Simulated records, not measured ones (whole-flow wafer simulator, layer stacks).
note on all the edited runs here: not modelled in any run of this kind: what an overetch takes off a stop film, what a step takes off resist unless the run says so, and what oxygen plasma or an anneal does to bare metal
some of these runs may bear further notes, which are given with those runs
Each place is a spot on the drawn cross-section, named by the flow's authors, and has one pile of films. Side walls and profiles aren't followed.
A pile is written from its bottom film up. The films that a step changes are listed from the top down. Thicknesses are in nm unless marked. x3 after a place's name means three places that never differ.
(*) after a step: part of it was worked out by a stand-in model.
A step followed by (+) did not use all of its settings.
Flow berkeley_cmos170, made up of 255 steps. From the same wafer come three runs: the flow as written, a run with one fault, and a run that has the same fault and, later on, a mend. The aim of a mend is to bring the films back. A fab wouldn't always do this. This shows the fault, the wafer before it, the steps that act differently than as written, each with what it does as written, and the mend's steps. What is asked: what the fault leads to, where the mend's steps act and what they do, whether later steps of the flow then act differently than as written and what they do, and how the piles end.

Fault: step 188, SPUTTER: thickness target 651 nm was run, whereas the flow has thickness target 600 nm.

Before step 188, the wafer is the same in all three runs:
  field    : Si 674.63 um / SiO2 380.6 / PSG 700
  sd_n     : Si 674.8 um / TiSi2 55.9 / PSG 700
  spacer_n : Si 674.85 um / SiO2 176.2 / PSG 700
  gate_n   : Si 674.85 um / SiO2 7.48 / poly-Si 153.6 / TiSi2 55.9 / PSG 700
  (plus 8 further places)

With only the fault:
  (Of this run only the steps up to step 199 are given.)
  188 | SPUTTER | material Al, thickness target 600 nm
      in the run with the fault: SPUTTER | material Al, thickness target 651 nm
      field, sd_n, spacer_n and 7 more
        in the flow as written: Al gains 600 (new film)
        in the run with the fault: Al gains 651 (new film)
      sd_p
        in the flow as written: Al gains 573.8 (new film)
        in the run with the fault: Al gains 624.3 (new film)
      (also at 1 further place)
  Later steps of the flow acting differently than as written (3 more steps, not shown, differ only slightly: by at most 2% or 0.5 nm, whichever is larger):
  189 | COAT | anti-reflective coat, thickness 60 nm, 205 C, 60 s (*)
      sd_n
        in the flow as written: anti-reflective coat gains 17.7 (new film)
        in the run with the fault: anti-reflective coat gains 19.1 (new film)
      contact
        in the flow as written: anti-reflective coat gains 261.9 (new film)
        in the run with the fault: anti-reflective coat gains 268 (new film)
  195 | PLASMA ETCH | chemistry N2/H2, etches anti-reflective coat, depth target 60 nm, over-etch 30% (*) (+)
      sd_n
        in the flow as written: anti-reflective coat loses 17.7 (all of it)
        in the run with the fault: anti-reflective coat loses 19.1 (all of it)
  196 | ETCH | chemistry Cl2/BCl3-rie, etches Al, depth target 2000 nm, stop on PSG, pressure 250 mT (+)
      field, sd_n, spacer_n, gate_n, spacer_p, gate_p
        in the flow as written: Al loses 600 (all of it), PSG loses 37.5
        in the run with the fault: Al loses 651 (all of it), PSG loses 37.5
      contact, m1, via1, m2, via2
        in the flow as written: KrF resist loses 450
        in the run with the fault: KrF resist loses 475.5
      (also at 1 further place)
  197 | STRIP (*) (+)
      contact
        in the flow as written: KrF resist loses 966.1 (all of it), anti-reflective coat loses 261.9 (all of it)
        in the run with the fault: KrF resist loses 926.4 (all of it), anti-reflective coat loses 268 (all of it)
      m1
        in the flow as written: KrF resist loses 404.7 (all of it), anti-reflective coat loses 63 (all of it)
        in the run with the fault: KrF resist loses 375.7 (all of it), anti-reflective coat loses 63.1 (all of it)
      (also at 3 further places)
  Once step 199 is done, the piles at contact, m1, via1, m2, via2 depart from the flow's by more than 2% or 0.5 nm, whichever is larger.
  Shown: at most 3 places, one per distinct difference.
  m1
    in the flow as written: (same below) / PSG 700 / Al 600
    in the run with the fault: (same below) / PSG 700 / Al 651
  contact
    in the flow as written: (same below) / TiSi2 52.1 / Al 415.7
    in the run with the fault: (same below) / TiSi2 52.1 / Al 449.2

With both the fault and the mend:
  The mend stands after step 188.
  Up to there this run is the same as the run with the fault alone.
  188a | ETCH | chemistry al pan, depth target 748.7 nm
      field, sd_n, spacer_n and 7 more
        Al loses 651 (all of it)
      sd_p
        Al loses 624.3 (all of it)
      contact
        Al loses 449.2 (all of it)
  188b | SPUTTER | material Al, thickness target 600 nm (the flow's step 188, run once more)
      field, sd_n, spacer_n and 7 more
        Al gains 600 (new film)
      sd_p
        Al gains 573.8 (new film)
      contact
        Al gains 415.7 (new film)
  Later steps of the flow that are run all act as written at every place that is followed.
  By the end, the piles equal the flow's at every place that both follow.
